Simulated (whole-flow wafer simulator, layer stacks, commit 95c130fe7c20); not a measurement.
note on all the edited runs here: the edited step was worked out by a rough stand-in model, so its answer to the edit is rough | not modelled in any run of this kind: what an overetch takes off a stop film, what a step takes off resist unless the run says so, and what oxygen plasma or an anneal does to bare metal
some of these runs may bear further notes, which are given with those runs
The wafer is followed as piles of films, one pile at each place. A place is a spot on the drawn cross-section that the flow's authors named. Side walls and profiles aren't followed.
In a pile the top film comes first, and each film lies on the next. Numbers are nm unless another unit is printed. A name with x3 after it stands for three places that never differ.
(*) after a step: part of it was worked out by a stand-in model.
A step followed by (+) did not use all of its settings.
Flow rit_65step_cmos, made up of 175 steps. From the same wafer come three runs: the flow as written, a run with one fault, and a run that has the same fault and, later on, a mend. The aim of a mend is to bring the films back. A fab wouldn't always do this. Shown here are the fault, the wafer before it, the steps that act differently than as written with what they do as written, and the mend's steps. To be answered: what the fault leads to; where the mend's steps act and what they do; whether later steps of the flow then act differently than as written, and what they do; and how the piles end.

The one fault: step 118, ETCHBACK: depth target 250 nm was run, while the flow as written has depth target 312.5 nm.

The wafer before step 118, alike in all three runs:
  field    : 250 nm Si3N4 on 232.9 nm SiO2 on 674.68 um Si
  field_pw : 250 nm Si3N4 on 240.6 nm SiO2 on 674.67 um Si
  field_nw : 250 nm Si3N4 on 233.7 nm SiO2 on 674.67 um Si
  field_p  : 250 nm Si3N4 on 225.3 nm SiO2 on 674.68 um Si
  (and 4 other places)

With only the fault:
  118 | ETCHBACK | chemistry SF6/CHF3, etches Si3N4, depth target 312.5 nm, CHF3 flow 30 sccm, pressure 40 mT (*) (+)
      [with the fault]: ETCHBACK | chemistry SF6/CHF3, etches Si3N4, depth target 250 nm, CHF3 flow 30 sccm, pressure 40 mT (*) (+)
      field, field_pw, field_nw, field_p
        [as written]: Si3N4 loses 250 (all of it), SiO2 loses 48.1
        [with the fault]: Si3N4 loses 250 (all of it)
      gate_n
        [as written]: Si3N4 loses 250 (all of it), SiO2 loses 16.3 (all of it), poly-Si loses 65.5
        [with the fault]: Si3N4 loses 250 (all of it)
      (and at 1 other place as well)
  Steps further on in the flow that do not act as written (5 other steps are not shown; they differ only slightly, by no more than 2% or 0.5 nm, whichever is larger):
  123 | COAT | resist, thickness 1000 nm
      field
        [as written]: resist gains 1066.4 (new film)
        [with the fault]: resist gains 1044 (new film)
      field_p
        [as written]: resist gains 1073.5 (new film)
        [with the fault]: resist gains 1051.1 (new film)
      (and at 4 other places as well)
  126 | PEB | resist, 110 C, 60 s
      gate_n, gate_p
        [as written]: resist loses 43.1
        [with the fault]: resist loses 40.1
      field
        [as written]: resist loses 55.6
        [with the fault]: resist loses 54.2
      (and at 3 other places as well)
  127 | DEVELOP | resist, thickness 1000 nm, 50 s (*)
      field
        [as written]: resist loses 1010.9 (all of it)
        [with the fault]: resist loses 989.7 (all of it)
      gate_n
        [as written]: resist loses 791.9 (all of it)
        [with the fault]: resist loses 739.2 (all of it)
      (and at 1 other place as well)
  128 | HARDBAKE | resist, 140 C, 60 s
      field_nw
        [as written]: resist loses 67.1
        [with the fault]: resist loses 65.7
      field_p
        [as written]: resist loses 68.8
        [with the fault]: resist loses 67.2
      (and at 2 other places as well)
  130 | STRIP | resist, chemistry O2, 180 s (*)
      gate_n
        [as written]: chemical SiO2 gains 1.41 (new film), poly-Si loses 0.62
        [with the fault]: nothing
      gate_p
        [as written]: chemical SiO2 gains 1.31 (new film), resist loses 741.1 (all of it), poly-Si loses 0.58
        [with the fault]: resist loses 691.5 (all of it)
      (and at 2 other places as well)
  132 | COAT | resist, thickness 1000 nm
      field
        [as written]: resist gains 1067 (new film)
        [with the fault]: resist gains 1044 (new film)
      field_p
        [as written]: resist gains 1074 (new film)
        [with the fault]: resist gains 1051.1 (new film)
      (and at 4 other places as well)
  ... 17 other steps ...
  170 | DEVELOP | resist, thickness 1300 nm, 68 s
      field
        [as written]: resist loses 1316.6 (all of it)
        [with the fault]: resist loses 1285.6 (all of it)
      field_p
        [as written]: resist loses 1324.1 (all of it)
        [with the fault]: resist loses 1293.1 (all of it)
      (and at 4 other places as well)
  By the end, the piles at field, field_pw, field_nw, field_p, gate_n, gate_p, spacer, spacer_p depart from the flow's by more than 2% or 0.5 nm, whichever is larger.
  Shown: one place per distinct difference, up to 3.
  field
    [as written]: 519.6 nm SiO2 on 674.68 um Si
    [with the fault]: 567.7 nm SiO2 on 674.68 um Si
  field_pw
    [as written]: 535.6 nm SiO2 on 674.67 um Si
    [with the fault]: 583.7 nm SiO2 on 674.67 um Si
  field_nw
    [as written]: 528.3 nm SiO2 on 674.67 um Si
    [with the fault]: 576.8 nm SiO2 on 674.67 um Si

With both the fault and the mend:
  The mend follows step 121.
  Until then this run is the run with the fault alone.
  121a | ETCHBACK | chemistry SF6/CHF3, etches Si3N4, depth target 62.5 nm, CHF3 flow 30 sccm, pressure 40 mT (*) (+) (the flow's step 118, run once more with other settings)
      field, field_pw, field_nw, field_p
        SiO2 loses 48.1
      active_n, sd_n, contact, m1
        SiO2 loses 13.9 (all of it)
      active_p, sd_p
        SiO2 loses 13.4 (all of it)
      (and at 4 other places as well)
  Every later step of the flow that is run acts as written, at every place that is followed, to within 2% or 0.5 nm, whichever is larger.
  At every place that both follow, the piles at the end match the flow's.
